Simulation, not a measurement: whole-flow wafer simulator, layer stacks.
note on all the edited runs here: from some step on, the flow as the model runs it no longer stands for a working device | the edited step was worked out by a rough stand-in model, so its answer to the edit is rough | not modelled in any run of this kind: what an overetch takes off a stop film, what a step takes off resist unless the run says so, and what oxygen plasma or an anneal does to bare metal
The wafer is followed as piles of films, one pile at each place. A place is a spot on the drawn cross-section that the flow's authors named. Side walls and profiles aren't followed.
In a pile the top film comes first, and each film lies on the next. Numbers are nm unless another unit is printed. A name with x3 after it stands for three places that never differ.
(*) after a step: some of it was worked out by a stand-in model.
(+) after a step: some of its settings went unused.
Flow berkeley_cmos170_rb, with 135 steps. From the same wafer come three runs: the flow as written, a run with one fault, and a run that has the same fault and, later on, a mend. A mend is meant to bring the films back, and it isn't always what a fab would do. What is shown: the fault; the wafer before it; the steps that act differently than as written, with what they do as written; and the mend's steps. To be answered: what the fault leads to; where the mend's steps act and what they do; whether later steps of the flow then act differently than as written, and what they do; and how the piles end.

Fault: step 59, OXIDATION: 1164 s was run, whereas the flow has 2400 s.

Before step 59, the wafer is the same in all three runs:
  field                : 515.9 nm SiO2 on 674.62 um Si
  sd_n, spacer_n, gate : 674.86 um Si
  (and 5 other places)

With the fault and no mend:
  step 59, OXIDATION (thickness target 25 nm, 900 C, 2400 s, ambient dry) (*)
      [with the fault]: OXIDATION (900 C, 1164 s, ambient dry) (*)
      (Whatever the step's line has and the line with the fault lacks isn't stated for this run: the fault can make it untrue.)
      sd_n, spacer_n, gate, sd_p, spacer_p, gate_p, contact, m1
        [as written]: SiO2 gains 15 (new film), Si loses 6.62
        [with the fault]: SiO2 gains 9.55 (new film), Si loses 4.2
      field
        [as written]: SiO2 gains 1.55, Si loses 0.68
        [with the fault]: SiO2 gains 0.75, Si loses 0.33
  Steps further on in the flow that do not act as written (not shown: 30 more steps that differ only slightly, by at most 2% or 0.5 nm, whichever is larger):
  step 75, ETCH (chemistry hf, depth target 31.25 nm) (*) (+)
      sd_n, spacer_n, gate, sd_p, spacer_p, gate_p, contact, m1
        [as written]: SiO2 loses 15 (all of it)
        [with the fault]: SiO2 loses 9.55 (all of it)
  At the end the piles are close to the flow's at the places that both follow, differing by at most 2% or 0.5 nm, whichever is larger.

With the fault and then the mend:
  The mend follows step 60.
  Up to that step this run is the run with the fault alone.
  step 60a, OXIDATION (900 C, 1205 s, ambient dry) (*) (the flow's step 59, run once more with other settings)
      sd_n, spacer_n, gate, sd_p, spacer_p, gate_p, contact, m1
        SiO2 gains 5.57, Si loses 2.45
      field
        SiO2 gains 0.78, Si loses 0.34
  Every later step of the flow that is run acts as written, at every place that is followed, to within 2% or 0.5 nm, whichever is larger.
  At the end the piles are close to the flow's at the places that both follow, differing by at most 2% or 0.5 nm, whichever is larger.
